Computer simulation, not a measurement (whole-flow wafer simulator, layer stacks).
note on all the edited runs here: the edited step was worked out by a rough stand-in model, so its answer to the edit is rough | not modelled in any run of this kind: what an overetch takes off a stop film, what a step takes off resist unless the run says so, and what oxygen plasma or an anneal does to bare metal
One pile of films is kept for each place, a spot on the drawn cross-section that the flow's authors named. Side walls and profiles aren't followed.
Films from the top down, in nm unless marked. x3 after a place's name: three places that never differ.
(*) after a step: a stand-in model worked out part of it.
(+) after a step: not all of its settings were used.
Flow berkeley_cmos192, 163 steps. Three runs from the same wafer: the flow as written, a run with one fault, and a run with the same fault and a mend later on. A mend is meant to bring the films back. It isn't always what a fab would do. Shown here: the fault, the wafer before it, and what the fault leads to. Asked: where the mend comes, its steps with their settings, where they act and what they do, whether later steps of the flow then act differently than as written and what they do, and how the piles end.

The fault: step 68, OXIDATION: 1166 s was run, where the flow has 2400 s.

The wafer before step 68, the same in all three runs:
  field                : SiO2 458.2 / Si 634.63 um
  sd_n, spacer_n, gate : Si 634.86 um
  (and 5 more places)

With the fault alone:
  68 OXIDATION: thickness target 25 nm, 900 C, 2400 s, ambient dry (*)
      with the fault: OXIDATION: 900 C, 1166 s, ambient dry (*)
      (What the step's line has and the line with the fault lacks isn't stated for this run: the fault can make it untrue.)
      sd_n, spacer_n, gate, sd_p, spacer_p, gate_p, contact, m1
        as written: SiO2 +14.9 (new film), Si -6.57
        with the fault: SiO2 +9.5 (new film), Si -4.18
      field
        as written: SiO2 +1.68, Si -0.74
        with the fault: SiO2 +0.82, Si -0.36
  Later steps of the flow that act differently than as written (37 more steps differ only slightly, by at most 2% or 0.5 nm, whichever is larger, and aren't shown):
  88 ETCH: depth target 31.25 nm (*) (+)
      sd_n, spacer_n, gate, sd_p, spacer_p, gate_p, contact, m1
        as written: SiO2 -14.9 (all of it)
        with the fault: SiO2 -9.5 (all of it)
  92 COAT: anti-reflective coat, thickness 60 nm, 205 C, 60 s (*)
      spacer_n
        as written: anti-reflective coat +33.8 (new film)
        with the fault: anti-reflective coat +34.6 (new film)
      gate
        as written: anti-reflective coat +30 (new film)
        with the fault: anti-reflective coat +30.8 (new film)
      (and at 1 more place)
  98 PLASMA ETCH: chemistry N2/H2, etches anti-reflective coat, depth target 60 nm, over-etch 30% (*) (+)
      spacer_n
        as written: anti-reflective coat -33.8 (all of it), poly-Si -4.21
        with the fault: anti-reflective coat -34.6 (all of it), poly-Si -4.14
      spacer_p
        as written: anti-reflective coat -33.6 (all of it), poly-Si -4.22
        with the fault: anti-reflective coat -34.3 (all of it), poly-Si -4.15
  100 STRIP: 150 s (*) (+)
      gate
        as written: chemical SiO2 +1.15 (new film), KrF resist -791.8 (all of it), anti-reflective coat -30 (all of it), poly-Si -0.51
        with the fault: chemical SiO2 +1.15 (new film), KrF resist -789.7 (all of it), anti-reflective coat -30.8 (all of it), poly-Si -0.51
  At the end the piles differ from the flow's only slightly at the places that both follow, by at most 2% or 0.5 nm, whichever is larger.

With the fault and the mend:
  The mend comes after step 75.
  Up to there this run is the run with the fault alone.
  75a STRIP: 150 s (*) (+)
      sd_p
        KrF resist -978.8 (all of it)
      spacer_p
        KrF resist -960.2 (all of it)
      gate_p
        KrF resist -959.3 (all of it)
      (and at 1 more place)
  75b CLEAN: chemistry SPM
      changes no film at any place that is followed
  75c OXIDATION: 900 C, 1184 s, ambient dry (*) (the flow's step 68 once more, with other settings)
      sd_n, spacer_n, gate, sd_p, spacer_p, gate_p, contact, m1
        SiO2 +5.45, Si -2.4
      field
        SiO2 +0.83, Si -0.36
  75d HMDS (the flow's step 70 once more)
      changes no film at any place that is followed
  75e COAT: KrF resist, thickness 900 nm (*) (the flow's step 71 once more)
      spacer_n, gate
        KrF resist +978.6 (new film)
      field
        KrF resist +842.4 (new film)
      sd_n
        KrF resist +1013.2 (new film)
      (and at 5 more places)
  75f SOFTBAKE: KrF resist (the flow's step 72 once more)
      changes no film at any place that is followed
  75g EXPOSE: photomask PWELL, dose 30 mJ/cm2, NA 0.5, wavelength 248 nm (*) (the flow's step 73 once more)
      changes no film at any place that is followed
  75h PEB: KrF resist, 130 C, 60 s (the flow's step 74 once more)
      sd_n, m1
        KrF resist -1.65
      spacer_n, gate
        KrF resist -1.58
      spacer_p, gate_p
        KrF resist -1.57
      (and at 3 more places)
  75i DEVELOP: KrF resist, thickness 900 nm, developer developer-D-0.26N, 45 s (the flow's step 75 once more)
      sd_p, spacer_p, gate_p, m1
        KrF resist -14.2
      spacer_n, gate
        KrF resist -977 (all of it)
      field
        KrF resist -841.1 (all of it)
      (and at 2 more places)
  No later step of the flow acts differently than as written, at any place that is followed, by more than 2% or 0.5 nm, whichever is larger.
  At the end the piles differ from the flow's only slightly at the places that both follow, by at most 2% or 0.5 nm, whichever is larger.
